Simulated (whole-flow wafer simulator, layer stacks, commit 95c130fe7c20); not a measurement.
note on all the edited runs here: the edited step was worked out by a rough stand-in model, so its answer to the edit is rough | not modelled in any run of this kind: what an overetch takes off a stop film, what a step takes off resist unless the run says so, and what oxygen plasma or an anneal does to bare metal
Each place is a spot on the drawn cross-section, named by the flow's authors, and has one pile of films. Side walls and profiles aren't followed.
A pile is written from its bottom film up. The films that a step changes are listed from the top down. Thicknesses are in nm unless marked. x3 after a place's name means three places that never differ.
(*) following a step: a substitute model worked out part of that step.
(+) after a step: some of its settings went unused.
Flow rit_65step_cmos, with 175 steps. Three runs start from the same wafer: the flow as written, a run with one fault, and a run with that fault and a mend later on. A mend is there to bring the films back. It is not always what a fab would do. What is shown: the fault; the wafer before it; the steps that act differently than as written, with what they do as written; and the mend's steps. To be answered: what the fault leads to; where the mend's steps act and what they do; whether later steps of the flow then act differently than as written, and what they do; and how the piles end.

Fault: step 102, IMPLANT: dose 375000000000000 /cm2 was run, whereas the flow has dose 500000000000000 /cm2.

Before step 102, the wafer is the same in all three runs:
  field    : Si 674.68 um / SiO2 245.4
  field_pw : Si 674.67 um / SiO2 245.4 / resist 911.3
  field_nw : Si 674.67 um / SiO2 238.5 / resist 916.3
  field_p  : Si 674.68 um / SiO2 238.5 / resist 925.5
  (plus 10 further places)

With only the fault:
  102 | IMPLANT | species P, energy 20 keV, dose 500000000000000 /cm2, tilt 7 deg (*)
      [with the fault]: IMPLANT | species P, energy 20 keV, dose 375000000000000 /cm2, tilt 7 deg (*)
      acts as it does as written at every place that is followed
  Steps later in the flow that act otherwise than as written (22 more steps, not shown, differ only slightly: by at most 2% or 0.5 nm, whichever is larger):
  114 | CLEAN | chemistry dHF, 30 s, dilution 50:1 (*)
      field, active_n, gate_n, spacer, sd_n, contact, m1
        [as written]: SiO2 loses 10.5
        [with the fault]: SiO2 loses 9.94
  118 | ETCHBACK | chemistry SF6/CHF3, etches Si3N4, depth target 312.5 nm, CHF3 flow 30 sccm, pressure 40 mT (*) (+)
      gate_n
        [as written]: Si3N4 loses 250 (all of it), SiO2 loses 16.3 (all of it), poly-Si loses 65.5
        [with the fault]: Si3N4 loses 250 (all of it), SiO2 loses 16.9 (all of it), poly-Si loses 64.3
  By the end, the piles at spacer depart from the flow's by more than 2% or 0.5 nm, whichever is larger.
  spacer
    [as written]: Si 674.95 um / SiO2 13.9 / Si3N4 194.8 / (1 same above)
    [with the fault]: Si 674.95 um / SiO2 14.5 / Si3N4 194.8 / (1 same above)

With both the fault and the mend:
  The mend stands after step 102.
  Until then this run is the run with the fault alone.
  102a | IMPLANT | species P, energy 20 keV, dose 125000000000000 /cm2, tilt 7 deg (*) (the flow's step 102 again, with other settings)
      leaves every film unchanged at each place that is followed
  Every later step of the flow that is run acts as written at every place that is followed.
  By the end, the piles equal the flow's at every place that both follow.
